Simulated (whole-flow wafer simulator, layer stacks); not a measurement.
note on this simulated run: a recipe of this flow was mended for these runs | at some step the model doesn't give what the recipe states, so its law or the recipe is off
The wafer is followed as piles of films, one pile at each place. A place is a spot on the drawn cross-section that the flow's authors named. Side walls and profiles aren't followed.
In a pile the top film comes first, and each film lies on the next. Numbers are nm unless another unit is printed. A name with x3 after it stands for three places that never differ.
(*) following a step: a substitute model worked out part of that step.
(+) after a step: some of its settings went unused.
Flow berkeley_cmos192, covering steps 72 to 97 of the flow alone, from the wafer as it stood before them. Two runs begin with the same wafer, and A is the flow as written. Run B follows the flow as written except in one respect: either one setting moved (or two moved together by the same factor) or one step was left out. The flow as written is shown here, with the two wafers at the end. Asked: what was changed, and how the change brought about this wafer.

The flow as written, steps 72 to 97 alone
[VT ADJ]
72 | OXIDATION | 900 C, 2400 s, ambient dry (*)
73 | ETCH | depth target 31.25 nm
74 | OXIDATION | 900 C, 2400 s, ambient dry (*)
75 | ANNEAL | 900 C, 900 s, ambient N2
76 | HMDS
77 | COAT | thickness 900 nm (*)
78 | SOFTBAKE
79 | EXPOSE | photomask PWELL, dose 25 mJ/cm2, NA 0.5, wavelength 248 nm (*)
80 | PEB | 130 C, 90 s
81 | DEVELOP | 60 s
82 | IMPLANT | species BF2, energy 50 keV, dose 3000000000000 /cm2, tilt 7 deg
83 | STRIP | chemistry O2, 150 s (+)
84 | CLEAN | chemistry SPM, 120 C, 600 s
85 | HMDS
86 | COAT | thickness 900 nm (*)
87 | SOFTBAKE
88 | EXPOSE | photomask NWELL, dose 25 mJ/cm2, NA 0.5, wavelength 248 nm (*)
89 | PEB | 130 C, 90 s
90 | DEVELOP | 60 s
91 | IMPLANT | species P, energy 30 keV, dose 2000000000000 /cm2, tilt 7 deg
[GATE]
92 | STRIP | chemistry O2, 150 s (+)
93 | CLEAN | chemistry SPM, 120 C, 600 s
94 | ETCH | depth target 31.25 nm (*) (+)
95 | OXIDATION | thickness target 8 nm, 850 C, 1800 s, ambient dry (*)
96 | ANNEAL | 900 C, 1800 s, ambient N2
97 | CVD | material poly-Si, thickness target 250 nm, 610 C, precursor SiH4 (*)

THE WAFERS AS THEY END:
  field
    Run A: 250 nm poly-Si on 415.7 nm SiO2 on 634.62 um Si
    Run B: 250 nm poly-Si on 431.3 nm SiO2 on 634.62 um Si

What caused this: step 94, ETCH: depth target 15.62 nm was run, whereas the flow has depth target 31.25 nm.

The path from the change to this, step by step:
  94 | ETCH | depth target 31.25 nm (*) (+)
      field: A -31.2 SiO2 | B -15.6 SiO2
